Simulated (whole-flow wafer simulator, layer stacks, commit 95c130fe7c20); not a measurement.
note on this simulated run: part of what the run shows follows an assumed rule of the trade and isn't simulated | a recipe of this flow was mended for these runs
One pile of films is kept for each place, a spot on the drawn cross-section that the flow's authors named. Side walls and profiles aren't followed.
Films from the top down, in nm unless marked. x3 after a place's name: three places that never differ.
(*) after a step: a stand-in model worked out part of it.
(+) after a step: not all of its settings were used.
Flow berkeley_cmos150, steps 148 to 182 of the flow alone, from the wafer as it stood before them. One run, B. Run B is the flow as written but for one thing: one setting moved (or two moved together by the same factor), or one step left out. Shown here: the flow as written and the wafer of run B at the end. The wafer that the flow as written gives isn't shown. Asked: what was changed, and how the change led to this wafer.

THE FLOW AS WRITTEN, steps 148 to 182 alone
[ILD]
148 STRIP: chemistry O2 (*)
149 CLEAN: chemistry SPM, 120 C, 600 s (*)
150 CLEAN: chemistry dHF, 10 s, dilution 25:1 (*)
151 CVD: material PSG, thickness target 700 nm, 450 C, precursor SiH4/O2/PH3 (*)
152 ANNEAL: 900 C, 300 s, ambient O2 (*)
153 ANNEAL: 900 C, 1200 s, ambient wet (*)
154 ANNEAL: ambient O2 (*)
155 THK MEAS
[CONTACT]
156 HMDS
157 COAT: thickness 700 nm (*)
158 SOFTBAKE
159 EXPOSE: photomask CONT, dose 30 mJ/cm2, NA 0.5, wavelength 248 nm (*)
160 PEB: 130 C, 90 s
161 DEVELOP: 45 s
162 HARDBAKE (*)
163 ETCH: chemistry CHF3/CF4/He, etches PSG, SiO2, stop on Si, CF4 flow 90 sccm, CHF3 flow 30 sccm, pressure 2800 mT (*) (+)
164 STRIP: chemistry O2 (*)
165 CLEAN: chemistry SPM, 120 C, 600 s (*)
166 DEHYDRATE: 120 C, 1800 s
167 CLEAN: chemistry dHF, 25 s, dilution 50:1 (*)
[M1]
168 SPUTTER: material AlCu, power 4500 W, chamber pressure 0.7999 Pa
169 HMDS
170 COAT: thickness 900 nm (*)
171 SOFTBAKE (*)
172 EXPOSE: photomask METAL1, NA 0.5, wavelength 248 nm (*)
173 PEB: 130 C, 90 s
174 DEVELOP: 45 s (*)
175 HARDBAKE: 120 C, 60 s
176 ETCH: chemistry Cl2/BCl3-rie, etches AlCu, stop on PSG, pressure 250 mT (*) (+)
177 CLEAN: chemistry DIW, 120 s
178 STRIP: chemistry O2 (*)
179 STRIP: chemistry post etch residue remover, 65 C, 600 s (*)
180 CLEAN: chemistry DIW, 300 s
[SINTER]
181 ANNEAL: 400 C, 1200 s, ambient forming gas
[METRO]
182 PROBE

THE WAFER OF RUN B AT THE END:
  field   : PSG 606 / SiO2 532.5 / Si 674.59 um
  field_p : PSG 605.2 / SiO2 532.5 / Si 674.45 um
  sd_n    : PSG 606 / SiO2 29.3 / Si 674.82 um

The cause: step 153, ANNEAL: 735 s was run, where the flow has 1200 s.

How the change led to this, step by step:
  153 ANNEAL: 900 C, 1200 s, ambient wet (*)
      sd_n, contact, m1: PSG -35, SiO2 +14, Si -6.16 (as written it would be: PSG -35, SiO2 +22.8, Si -10)
      field, field_p: PSG -35, SiO2 +9.98, Si -4.39 (as written it would be: PSG -35, SiO2 +16.3, Si -7.15)
      (and at 3 more places)
  163 ETCH: chemistry CHF3/CF4/He, etches PSG, SiO2, stop on Si, CF4 flow 90 sccm, CHF3 flow 30 sccm, pressure 2800 mT (*) (+)
      contact: PSG -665 (all of it), SiO2 -29.3 (all of it), Si -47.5 (as written it would be: PSG -665 (all of it), SiO2 -38.1 (all of it), Si -47.5)
  176 ETCH: chemistry Cl2/BCl3-rie, etches AlCu, stop on PSG, pressure 250 mT (*) (+)
      gate_p: AlCu -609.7 (all of it), PSG -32 (as written it would be: AlCu -616.1 (all of it), PSG -31.2)
